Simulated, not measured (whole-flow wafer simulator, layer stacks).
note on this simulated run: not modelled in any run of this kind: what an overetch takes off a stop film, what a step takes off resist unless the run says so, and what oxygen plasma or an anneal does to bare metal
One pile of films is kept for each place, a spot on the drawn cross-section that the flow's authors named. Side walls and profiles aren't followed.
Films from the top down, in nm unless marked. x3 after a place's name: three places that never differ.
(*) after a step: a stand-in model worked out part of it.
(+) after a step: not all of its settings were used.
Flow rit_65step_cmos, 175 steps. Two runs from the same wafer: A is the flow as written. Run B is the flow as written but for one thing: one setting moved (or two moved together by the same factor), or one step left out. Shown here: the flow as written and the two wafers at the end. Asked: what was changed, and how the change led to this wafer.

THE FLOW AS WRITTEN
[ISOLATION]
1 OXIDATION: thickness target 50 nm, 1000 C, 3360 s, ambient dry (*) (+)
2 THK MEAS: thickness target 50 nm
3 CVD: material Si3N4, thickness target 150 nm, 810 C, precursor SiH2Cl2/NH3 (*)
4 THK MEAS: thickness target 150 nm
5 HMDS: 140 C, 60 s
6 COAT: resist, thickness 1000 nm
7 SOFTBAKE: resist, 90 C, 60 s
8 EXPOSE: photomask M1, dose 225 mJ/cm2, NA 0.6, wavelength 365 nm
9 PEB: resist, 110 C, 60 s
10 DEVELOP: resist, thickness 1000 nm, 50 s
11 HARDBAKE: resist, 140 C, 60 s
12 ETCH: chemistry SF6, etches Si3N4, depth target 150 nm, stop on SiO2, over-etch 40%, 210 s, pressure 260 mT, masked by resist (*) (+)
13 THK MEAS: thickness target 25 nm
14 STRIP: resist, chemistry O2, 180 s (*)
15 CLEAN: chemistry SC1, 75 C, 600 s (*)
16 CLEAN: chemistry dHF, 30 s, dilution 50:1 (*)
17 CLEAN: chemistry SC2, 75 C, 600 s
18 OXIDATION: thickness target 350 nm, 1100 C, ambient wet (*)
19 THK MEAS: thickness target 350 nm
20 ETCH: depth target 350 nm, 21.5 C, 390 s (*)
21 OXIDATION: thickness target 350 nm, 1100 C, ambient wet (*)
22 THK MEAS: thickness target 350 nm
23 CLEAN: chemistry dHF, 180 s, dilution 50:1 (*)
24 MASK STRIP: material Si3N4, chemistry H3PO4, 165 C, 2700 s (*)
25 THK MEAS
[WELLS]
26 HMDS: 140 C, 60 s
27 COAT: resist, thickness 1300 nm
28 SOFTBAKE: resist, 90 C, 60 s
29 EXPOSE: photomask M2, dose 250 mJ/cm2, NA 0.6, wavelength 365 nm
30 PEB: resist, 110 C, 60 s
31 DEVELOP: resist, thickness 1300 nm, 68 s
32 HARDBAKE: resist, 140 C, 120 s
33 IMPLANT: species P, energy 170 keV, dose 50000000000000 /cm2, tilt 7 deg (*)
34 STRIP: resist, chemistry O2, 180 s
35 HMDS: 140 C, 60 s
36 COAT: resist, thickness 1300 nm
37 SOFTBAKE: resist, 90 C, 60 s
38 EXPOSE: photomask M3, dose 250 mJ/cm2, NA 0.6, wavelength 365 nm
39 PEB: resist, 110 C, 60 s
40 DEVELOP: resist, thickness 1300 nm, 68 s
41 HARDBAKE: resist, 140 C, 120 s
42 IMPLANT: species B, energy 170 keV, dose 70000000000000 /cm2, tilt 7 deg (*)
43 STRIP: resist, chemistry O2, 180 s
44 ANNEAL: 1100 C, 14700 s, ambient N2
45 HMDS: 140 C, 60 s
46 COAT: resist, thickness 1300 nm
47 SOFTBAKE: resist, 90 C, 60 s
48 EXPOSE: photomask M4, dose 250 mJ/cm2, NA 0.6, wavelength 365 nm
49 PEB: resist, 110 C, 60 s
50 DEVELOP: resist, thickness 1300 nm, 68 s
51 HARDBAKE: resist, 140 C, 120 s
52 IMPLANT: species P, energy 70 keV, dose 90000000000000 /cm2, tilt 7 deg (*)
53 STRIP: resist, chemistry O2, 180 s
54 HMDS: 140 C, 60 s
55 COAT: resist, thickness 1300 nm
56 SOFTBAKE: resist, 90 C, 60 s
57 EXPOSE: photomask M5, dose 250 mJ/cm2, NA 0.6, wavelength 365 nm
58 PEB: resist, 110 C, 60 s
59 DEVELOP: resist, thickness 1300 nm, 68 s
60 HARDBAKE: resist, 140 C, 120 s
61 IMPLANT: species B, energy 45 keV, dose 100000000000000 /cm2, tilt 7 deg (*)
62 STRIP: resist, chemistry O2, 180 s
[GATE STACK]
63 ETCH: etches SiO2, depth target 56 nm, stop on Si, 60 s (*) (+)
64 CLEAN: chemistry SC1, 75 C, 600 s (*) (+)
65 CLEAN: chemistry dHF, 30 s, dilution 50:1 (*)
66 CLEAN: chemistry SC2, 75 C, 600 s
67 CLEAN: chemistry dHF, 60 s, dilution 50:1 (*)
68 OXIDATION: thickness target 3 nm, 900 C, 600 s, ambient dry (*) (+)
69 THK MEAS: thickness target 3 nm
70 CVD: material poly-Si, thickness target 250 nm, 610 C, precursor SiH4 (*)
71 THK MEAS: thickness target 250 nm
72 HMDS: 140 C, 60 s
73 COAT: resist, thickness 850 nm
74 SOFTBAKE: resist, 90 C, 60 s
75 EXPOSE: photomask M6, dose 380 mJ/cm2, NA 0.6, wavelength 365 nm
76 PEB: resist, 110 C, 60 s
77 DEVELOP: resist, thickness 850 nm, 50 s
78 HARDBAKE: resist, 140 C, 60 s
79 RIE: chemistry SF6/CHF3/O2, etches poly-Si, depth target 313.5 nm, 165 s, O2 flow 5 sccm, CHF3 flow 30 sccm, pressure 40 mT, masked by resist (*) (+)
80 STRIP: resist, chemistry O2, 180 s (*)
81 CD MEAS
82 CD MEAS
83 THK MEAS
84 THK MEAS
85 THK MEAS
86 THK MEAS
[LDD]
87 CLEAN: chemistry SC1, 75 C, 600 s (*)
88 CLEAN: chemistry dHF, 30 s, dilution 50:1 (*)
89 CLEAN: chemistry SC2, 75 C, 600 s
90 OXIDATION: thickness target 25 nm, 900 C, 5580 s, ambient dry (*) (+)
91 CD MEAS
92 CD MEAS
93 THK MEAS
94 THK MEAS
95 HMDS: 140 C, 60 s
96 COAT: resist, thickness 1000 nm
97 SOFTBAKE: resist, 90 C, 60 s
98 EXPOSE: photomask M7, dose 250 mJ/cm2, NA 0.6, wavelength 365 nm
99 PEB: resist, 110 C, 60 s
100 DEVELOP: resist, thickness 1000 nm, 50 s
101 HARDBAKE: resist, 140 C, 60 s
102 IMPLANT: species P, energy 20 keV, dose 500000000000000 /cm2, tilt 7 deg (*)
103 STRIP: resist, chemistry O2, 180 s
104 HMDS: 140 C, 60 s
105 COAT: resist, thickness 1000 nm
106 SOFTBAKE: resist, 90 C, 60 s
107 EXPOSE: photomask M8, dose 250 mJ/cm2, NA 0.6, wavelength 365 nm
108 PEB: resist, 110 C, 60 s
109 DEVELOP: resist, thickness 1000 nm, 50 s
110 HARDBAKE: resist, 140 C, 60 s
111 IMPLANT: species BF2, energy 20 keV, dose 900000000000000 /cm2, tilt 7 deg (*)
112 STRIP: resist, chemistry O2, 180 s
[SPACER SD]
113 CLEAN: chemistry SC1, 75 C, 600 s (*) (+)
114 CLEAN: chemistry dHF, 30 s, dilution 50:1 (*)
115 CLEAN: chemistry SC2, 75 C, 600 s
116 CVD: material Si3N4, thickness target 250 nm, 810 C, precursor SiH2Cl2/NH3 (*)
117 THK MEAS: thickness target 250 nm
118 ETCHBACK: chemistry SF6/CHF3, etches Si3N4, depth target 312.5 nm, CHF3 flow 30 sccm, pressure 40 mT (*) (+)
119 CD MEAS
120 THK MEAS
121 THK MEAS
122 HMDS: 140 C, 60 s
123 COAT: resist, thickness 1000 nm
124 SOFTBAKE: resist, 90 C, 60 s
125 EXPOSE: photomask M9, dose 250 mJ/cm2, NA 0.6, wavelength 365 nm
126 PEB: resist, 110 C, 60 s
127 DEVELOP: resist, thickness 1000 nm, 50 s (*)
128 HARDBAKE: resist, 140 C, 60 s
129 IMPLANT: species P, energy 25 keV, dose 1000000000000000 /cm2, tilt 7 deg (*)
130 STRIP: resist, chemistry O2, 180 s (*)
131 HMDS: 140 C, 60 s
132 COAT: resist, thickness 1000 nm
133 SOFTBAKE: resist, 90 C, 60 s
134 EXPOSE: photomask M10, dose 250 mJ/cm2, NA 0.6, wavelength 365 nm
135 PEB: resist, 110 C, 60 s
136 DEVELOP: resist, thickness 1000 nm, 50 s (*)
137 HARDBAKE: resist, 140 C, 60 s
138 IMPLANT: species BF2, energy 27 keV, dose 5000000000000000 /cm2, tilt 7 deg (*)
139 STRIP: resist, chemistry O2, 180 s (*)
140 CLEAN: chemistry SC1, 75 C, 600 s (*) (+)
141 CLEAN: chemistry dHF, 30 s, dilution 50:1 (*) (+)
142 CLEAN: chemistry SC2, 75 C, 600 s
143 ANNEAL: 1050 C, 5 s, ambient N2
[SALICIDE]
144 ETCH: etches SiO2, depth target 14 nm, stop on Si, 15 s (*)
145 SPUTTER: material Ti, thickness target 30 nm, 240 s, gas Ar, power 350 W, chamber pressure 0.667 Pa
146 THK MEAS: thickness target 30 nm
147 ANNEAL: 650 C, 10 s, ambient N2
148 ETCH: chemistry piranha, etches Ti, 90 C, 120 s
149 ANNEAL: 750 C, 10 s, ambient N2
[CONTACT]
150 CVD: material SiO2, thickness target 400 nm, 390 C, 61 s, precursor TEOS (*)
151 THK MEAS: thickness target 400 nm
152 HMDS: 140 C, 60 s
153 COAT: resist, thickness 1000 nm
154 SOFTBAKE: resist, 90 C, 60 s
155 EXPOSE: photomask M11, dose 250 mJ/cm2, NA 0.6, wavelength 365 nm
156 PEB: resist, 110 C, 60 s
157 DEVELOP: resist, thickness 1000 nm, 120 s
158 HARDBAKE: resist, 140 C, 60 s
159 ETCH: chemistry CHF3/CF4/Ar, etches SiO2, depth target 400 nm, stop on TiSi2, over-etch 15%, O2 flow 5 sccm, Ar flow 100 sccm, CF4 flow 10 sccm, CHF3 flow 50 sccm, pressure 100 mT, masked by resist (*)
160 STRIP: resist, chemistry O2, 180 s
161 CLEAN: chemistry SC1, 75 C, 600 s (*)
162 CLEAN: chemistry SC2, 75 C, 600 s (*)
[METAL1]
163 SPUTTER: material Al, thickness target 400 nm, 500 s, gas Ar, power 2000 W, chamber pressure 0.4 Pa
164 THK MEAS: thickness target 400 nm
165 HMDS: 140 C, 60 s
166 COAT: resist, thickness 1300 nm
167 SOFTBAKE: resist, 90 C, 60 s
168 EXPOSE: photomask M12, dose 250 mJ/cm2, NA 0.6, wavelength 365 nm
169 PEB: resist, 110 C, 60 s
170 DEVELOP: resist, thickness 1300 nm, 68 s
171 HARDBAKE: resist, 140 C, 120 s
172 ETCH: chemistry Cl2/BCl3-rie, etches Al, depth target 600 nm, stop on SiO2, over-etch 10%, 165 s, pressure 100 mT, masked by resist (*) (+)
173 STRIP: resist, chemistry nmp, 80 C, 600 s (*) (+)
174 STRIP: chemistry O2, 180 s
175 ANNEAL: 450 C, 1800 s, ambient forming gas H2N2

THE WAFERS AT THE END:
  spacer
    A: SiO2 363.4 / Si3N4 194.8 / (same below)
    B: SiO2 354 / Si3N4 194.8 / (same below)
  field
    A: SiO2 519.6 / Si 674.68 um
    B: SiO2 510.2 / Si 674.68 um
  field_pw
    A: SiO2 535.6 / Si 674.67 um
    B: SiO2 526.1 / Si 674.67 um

The cause: step 163, SPUTTER: power 1622 W was run, where the flow has power 2000 W.

How the change led to this, step by step:
  163 SPUTTER: material Al, thickness target 400 nm, 500 s, gas Ar, power 2000 W, chamber pressure 0.4 Pa
      field, field_p, spacer, spacer_p: A Al +400 (new film) | B Al +324.4 (new film)
      gate_n, gate_p: A Al +396 (new film) | B Al +324.4 (new film)
      (and at 2 more places)
  172 ETCH: chemistry Cl2/BCl3-rie, etches Al, depth target 600 nm, stop on SiO2, over-etch 10%, 165 s, pressure 100 mT, masked by resist (*) (+)
      field, field_p: A Al -400 (all of it), SiO2 -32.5 | B Al -324.4 (all of it), SiO2 -42
      gate_n, gate_p: A Al -396 (all of it), SiO2 -33 | B Al -324.4 (all of it), SiO2 -41.9
      (and at 4 more places)
